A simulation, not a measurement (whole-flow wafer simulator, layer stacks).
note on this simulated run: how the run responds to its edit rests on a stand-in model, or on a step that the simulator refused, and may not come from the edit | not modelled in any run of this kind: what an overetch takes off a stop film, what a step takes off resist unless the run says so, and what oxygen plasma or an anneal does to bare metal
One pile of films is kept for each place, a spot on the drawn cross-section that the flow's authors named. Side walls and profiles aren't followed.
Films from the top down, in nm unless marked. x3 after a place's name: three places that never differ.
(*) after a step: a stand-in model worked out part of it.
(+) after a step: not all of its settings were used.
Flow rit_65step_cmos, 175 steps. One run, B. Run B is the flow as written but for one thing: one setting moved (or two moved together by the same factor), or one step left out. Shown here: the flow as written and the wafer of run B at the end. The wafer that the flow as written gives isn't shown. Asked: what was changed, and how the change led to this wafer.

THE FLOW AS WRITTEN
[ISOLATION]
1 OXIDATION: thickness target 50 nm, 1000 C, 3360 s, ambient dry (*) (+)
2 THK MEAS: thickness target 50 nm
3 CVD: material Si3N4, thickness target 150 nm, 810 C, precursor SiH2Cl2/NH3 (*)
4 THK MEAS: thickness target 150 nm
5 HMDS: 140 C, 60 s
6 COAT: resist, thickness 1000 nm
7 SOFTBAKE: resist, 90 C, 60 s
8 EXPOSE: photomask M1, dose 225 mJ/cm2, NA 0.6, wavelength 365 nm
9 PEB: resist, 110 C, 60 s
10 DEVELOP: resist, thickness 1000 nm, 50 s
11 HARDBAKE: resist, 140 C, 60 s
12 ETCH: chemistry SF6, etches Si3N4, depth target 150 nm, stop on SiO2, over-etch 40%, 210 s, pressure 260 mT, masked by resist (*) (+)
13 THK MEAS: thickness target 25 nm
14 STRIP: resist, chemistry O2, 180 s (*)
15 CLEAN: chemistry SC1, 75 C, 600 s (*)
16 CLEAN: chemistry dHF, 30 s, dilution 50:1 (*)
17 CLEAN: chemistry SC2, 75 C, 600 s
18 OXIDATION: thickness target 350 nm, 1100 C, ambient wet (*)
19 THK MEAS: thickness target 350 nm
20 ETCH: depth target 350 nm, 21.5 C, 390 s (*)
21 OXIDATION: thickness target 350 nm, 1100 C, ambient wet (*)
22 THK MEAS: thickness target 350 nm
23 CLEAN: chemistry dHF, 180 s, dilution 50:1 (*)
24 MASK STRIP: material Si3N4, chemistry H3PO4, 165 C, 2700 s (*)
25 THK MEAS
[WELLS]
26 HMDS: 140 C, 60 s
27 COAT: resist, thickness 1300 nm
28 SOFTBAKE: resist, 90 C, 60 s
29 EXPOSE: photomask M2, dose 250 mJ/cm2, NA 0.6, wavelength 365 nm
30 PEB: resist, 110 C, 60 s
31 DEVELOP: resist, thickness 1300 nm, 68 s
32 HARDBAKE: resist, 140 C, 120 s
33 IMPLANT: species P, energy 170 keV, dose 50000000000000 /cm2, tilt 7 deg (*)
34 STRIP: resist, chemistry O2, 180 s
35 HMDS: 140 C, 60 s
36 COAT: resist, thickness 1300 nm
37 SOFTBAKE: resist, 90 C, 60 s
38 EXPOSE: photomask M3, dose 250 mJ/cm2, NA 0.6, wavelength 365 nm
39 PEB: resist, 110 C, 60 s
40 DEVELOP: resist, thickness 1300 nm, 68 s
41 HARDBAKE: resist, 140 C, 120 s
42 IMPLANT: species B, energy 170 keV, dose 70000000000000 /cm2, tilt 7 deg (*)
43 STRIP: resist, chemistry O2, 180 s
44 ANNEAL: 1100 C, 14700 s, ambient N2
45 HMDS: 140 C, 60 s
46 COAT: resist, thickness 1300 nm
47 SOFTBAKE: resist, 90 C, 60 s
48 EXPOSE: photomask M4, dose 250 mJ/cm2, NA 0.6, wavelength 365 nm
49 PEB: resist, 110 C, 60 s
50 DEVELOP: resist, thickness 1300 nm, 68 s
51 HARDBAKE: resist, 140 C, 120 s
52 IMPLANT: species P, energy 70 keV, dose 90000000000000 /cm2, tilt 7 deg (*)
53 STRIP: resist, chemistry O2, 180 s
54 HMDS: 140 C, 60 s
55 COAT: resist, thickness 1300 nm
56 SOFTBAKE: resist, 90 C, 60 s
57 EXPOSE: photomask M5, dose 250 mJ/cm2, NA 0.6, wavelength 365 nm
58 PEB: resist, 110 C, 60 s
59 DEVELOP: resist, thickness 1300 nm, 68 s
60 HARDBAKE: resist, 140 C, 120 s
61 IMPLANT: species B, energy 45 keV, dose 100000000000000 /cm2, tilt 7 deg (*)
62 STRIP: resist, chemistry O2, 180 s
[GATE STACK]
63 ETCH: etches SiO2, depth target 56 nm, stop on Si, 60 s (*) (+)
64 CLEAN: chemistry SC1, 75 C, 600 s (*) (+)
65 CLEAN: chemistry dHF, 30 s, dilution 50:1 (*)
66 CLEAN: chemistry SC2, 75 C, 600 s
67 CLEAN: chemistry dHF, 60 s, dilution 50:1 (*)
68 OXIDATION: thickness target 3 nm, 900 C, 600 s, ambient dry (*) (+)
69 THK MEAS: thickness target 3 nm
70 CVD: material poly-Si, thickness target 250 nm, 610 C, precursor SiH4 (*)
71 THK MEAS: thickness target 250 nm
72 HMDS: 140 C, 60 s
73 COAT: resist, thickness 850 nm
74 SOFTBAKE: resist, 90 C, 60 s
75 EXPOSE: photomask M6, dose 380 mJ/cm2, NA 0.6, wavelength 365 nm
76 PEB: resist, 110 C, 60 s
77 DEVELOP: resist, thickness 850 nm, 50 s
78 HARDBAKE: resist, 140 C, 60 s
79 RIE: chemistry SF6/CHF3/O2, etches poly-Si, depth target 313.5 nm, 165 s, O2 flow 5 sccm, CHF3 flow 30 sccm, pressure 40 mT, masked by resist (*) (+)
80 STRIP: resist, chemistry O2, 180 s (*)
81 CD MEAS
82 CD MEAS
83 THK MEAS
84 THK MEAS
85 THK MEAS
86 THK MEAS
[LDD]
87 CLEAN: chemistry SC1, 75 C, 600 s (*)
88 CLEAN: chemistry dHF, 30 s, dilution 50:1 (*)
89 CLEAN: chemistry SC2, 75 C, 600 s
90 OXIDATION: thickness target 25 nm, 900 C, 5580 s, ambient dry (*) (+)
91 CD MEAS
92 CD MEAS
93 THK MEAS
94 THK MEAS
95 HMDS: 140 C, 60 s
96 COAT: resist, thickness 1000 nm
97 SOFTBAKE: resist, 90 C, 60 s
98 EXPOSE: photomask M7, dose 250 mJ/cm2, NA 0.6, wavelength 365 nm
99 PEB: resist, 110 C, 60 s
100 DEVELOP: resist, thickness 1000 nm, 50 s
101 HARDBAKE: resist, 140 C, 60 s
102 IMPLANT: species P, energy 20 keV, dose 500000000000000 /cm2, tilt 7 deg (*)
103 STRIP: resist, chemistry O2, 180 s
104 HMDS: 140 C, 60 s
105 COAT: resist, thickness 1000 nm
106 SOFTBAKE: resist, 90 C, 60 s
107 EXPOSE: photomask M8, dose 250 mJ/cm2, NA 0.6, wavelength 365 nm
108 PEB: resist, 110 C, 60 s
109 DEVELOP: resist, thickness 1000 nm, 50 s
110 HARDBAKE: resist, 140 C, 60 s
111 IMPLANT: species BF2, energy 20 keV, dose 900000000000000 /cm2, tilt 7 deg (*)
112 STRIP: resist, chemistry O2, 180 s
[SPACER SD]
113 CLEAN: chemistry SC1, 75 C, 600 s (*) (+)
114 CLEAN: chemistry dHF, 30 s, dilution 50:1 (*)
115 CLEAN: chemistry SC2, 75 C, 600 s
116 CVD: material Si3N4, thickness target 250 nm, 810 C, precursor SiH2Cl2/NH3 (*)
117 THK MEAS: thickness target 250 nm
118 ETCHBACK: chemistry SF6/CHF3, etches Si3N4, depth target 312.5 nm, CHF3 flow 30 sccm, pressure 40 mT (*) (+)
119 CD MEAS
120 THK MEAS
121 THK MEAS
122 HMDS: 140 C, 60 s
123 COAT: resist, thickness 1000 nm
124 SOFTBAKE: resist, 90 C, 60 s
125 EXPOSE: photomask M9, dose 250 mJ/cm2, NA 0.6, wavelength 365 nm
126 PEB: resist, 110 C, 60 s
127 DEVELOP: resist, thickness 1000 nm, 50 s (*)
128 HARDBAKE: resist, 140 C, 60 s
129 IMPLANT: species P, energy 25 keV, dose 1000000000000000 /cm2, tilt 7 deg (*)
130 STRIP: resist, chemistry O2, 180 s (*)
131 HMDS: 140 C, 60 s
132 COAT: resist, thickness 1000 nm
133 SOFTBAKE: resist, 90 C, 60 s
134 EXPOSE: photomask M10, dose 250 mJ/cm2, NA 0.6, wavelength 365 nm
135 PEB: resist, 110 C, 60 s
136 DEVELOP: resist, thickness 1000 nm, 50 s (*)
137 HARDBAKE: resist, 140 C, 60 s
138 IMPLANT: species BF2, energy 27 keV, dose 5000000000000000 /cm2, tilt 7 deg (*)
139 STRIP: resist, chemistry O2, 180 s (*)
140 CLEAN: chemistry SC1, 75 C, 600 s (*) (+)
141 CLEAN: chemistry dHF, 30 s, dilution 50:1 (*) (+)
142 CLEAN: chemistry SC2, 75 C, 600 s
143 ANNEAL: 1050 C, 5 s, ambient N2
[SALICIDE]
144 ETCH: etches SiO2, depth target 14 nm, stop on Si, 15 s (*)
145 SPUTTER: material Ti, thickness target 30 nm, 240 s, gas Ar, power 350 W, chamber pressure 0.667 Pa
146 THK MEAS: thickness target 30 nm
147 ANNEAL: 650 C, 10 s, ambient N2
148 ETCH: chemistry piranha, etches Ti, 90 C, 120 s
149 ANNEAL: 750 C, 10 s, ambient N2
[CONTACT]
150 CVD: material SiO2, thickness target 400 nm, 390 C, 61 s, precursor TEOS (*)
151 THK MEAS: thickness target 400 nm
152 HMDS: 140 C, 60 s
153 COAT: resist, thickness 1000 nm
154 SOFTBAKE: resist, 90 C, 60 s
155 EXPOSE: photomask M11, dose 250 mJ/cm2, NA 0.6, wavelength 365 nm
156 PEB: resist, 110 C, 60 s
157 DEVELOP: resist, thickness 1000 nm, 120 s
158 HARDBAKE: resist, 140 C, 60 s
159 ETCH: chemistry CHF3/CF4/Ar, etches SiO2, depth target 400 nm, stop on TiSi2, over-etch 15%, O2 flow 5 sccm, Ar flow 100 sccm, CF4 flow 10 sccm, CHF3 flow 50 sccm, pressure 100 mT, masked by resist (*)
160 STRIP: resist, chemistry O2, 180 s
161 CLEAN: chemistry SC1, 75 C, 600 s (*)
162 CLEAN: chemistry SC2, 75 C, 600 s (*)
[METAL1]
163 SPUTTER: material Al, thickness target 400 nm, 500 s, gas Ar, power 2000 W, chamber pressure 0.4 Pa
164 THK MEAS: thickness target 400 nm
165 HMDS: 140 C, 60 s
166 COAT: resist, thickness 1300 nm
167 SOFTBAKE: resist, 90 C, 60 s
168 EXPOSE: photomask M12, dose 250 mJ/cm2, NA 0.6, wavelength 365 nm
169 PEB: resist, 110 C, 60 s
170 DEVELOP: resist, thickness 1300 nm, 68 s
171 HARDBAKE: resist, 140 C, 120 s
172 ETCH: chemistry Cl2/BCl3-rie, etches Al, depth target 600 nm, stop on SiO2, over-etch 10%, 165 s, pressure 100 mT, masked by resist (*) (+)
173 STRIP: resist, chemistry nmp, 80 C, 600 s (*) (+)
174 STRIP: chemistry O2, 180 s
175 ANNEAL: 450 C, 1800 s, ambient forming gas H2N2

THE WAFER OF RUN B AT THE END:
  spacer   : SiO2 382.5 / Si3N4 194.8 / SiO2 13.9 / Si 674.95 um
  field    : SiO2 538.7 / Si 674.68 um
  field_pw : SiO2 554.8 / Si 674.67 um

The cause: step 163, SPUTTER: thickness target 553 nm was run, where the flow has thickness target 400 nm; step 163, SPUTTER: 691 s was run, where the flow has 500 s.

How the change led to this, step by step:
  163 SPUTTER: material Al, thickness target 400 nm, 500 s, gas Ar, power 2000 W, chamber pressure 0.4 Pa
      field, field_pw, field_p, spacer, spacer_p: Al +553 (new film) (as written it would be: Al +400 (new film))
      gate_n, gate_p: Al +525.9 (new film) (as written it would be: Al +396 (new film))
      (and at 1 more place)
  166 COAT: resist, thickness 1300 nm
      gate_n: resist +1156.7 (new film) (as written it would be: resist +1131.7 (new film))
      gate_p: resist +1160.2 (new film) (as written it would be: resist +1135.6 (new film))
  169 PEB: resist, 110 C, 60 s
      gate_n: resist -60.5 (as written it would be: resist -59.1)
      gate_p: resist -60.7 (as written it would be: resist -59.3)
  170 DEVELOP: resist, thickness 1300 nm, 68 s
      gate_n: resist -1096.2 (all of it) (as written it would be: resist -1072.6 (all of it))
      gate_p: resist -1099.5 (all of it) (as written it would be: resist -1076.3 (all of it))
  172 ETCH: chemistry Cl2/BCl3-rie, etches Al, depth target 600 nm, stop on SiO2, over-etch 10%, 165 s, pressure 100 mT, masked by resist (*) (+)
      field, field_pw, field_p, spacer, spacer_p: Al -553 (all of it), SiO2 -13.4 (as written it would be: Al -400 (all of it), SiO2 -32.5)
      gate_n, gate_p: Al -525.9 (all of it), SiO2 -16.8 (as written it would be: Al -396 (all of it), SiO2 -33)
      (and at 1 more place)
